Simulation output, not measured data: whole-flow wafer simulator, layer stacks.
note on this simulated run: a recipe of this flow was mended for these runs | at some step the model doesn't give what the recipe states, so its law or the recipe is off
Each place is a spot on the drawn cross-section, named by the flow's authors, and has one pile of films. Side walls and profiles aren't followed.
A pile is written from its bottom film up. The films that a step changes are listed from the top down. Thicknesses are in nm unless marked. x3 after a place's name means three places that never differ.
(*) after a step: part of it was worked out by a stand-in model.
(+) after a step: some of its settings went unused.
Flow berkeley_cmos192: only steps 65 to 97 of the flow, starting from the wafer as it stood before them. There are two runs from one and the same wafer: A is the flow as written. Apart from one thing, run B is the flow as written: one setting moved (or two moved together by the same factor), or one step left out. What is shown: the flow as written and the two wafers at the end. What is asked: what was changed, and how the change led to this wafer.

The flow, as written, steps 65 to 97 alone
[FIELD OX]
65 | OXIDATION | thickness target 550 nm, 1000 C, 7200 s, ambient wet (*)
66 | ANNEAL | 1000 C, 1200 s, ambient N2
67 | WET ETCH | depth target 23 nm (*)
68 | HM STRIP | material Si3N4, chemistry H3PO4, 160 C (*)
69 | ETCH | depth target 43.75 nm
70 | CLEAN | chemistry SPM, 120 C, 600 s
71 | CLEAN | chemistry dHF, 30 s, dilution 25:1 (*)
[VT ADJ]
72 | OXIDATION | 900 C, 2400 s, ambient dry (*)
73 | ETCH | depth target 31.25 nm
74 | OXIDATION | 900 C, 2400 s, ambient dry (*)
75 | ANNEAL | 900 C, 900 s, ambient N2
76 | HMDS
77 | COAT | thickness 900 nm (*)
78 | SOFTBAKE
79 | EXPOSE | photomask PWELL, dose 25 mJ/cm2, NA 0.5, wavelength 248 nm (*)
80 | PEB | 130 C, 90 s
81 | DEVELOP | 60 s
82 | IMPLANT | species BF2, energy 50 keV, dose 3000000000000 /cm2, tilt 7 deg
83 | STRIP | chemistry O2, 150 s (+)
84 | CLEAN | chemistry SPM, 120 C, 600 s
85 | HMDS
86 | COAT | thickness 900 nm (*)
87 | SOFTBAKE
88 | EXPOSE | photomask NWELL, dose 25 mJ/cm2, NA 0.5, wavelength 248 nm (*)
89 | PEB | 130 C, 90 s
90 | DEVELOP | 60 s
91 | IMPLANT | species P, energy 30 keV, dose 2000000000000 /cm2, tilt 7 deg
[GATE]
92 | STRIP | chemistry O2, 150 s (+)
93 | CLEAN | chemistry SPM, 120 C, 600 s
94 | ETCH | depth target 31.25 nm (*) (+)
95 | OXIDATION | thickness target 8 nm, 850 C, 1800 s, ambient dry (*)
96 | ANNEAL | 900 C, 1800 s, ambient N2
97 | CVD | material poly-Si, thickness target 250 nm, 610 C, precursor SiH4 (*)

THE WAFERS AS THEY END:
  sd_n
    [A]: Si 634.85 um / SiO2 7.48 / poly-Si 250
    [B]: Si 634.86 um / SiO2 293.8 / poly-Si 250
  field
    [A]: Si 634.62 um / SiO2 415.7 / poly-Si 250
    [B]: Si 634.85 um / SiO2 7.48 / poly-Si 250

Cause: step 65, OXIDATION: 1412 C was run, whereas the flow has 1000 C.

Step by step, how the change led to this:
  65 | OXIDATION | thickness target 550 nm, 1000 C, 7200 s, ambient wet (*)
      spacer_n, spacer_p, gate_p, contact, m1: A +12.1 SiO2 (new film), -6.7 Si3N4 | B -219.3 Si3N4 (all of it), +397.3 SiO2
      sd_n, sd_p: A +12.1 SiO2 (new film), -6.7 Si3N4, +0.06 SiO2, -0.06 Si | B -219.3 Si3N4 (all of it), +397.3 SiO2
      (and at 2 other places as well)
  67 | WET ETCH | depth target 23 nm (*)
      sd_n, spacer_n, gate, sd_p, spacer_p, gate_p, contact, m1: A -12.1 SiO2 (all of it), -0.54 Si3N4 | B -23 SiO2
      field: A -23 SiO2 | B -20.9 SiO2 (all of it)
  68 | HM STRIP | material Si3N4, chemistry H3PO4, 160 C (*)
      sd_n, spacer_n, gate, sd_p, spacer_p, gate_p, contact, m1: A -212 Si3N4 (all of it), -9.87 SiO2 | B nothing
      field: A -16.5 SiO2 | B +0.5 chemical SiO2 (new film), -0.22 Si
  69 | ETCH | depth target 43.75 nm
      spacer_n, gate, spacer_p, gate_p, contact, m1: A -16.7 SiO2 (all of it) | B -43.8 SiO2
      sd_n, sd_p: A -16.8 SiO2 (all of it) | B -43.8 SiO2
      (and at 1 other place as well)
  70 | CLEAN | chemistry SPM, 120 C, 600 s
      sd_n, spacer_n, gate, sd_p, spacer_p, gate_p, contact, m1: A +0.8 chemical SiO2 (new film), -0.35 Si | B nothing
      field: A nothing | B +0.8 chemical SiO2 (new film), -0.35 Si
  71 | CLEAN | chemistry dHF, 30 s, dilution 25:1 (*)
      sd_n, spacer_n, gate, sd_p, spacer_p, gate_p, contact, m1: A -0.8 chemical SiO2 (all of it) | B -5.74 SiO2
      field: A -5.74 SiO2 | B -0.8 chemical SiO2 (all of it)
  72 | OXIDATION | 900 C, 2400 s, ambient dry (*)
      sd_n, spacer_n, gate, sd_p, spacer_p, gate_p, contact, m1: A +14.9 SiO2 (new film), -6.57 Si | B +2.05 SiO2, -0.9 Si
      field: A +1.63 SiO2, -0.72 Si | B +14.9 SiO2 (new film), -6.57 Si
  73 | ETCH | depth target 31.25 nm
      sd_n, spacer_n, gate, sd_p, spacer_p, gate_p, contact, m1: A -14.9 SiO2 (all of it) | B -31.2 SiO2
      field: A -31.2 SiO2 | B -14.9 SiO2 (all of it)
  74 | OXIDATION | 900 C, 2400 s, ambient dry (*)
      sd_n, spacer_n, gate, sd_p, spacer_p, gate_p, contact, m1: A +14.9 SiO2 (new film), -6.57 Si | B +2.19 SiO2, -0.96 Si
      field: A +1.72 SiO2, -0.76 Si | B +14.9 SiO2 (new film), -6.57 Si
  77 | COAT | thickness 900 nm (*)
      field: A +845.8 KrF-resist (new film) | B +993 KrF-resist (new film)
      sd_n: A +1006.3 KrF-resist (new film) | B +741.5 KrF-resist (new film)
      (and at 7 other places as well)
  80 | PEB | 130 C, 90 s
      sd_n, m1: A -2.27 KrF-resist | B -1.58 KrF-resist
      sd_p: A -2.22 KrF-resist | B -1.65 KrF-resist
      (and at 1 other place as well)
  81 | DEVELOP | 60 s
      field: A -844 KrF-resist (all of it) | B -990.7 KrF-resist (all of it)
      sd_n: A -1004.1 KrF-resist (all of it) | B -739.9 KrF-resist (all of it)
      (and at 4 other places as well)
  83 | STRIP | chemistry O2, 150 s (+)
      sd_p: A -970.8 KrF-resist (all of it) | B -751.5 KrF-resist (all of it)
      spacer_p: A -953.7 KrF-resist (all of it) | B -776.5 KrF-resist (all of it)
      (and at 1 other place as well)
  86 | COAT | thickness 900 nm (*)
      field: A +845.8 KrF-resist (new film) | B +993 KrF-resist (new film)
      sd_n: A +1006.3 KrF-resist (new film) | B +741.5 KrF-resist (new film)
      (and at 7 other places as well)
  89 | PEB | 130 C, 90 s
      sd_n, m1: A -2.27 KrF-resist | B -1.58 KrF-resist
      sd_p: A -2.22 KrF-resist | B -1.65 KrF-resist
      (and at 1 other place as well)
  90 | DEVELOP | 60 s
      sd_p: A -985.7 KrF-resist (all of it) | B -766.5 KrF-resist (all of it)
      spacer_p: A -968.6 KrF-resist (all of it) | B -791.4 KrF-resist (all of it)
      (and at 1 other place as well)
  ... another 2 steps ...
  95 | OXIDATION | thickness target 8 nm, 850 C, 1800 s, ambient dry (*)
      sd_n, spacer_n, gate, sd_p, spacer_p, gate_p, contact, m1: A +7.48 SiO2 (new film), -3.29 Si | B +0.7 SiO2, -0.31 Si
      field: A +0.53 SiO2, -0.23 Si | B +7.48 SiO2 (new film), -3.29 Si
